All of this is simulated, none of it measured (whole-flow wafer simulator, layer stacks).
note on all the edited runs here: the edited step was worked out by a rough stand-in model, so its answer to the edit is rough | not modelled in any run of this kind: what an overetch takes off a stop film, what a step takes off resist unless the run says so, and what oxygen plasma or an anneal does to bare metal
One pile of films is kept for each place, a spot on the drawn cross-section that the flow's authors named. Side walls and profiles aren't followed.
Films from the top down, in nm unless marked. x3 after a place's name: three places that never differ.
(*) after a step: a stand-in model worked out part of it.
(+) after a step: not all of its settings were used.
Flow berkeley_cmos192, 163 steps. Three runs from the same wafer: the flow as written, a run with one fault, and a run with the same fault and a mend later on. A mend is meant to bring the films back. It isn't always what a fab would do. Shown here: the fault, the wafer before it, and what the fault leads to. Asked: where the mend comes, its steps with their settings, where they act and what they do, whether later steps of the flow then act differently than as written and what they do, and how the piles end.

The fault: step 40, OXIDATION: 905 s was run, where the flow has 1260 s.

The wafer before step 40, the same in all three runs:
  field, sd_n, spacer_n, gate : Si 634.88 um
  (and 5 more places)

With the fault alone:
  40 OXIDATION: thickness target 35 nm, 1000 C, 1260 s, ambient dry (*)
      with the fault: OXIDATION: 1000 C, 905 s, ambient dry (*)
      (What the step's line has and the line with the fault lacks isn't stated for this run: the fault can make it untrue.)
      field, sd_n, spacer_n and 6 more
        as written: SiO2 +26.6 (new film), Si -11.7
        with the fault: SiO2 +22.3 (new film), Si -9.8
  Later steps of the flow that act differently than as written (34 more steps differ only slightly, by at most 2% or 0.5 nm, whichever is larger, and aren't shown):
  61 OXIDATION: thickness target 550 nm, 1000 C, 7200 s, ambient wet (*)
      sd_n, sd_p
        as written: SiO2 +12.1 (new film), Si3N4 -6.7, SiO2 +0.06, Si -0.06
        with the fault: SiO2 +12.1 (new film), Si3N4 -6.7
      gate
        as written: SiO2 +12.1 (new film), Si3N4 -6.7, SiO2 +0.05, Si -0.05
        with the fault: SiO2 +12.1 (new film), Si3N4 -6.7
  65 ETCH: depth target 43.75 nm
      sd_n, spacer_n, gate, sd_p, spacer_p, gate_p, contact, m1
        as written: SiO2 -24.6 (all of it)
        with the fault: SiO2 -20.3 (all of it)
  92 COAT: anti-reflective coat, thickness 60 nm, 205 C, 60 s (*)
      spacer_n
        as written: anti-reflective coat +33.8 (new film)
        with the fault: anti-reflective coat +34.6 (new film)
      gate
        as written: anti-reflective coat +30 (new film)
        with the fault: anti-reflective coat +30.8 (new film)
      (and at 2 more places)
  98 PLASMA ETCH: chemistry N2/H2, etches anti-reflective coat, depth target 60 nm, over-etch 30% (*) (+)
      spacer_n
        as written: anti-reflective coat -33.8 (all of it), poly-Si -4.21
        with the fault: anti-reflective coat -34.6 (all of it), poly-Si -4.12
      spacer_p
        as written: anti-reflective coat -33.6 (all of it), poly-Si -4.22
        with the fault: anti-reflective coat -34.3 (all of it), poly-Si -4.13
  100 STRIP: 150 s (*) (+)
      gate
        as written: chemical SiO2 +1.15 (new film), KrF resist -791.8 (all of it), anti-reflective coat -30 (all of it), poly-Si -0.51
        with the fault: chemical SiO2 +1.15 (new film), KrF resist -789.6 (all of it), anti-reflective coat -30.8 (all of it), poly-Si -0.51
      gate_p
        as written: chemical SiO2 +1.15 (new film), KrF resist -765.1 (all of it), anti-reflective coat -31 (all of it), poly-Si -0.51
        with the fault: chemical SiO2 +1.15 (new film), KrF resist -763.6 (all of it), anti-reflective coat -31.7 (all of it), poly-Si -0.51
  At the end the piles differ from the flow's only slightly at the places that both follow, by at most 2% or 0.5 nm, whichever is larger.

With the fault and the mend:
  The mend comes after step 41.
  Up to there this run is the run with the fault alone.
  41a OXIDATION: 1000 C, 286 s, ambient dry (*) (the flow's step 40 once more, with other settings)
      field, sd_n, spacer_n and 6 more
        SiO2 +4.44, Si -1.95
  No later step of the flow acts differently than as written, at any place that is followed, by more than 2% or 0.5 nm, whichever is larger.
  At the end the piles differ from the flow's only slightly at the places that both follow, by at most 2% or 0.5 nm, whichever is larger.
